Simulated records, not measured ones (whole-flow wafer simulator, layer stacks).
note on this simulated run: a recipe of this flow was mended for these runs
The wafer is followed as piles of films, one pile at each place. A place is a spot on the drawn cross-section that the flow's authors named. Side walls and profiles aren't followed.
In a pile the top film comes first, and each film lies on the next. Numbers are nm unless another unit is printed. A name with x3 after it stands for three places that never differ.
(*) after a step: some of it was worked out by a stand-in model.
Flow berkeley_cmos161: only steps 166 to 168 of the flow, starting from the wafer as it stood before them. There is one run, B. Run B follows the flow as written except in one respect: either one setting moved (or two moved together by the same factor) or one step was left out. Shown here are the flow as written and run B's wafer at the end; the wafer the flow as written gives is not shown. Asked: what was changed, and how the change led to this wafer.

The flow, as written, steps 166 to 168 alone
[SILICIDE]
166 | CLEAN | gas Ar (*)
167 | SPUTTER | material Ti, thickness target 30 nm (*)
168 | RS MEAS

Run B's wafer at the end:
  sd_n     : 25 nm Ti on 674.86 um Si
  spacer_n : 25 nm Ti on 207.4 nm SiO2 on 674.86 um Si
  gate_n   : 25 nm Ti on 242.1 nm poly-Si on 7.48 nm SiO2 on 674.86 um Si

The reason: step 167, SPUTTER: thickness target 25 nm was run, while the flow as written has thickness target 30 nm.
The wafer lets one read it off: sd_n has Ti 25, and step 167 as written asks for 30 nm.

The path from the change to this, step by step:
  167 | SPUTTER | material Ti, thickness target 30 nm (*)
      field, sd_n, spacer_n, gate_n, sd_p, spacer_p, gate_p, contact x2: Ti gains 25 (new film) (in the flow as written it would be: Ti gains 30 (new film))
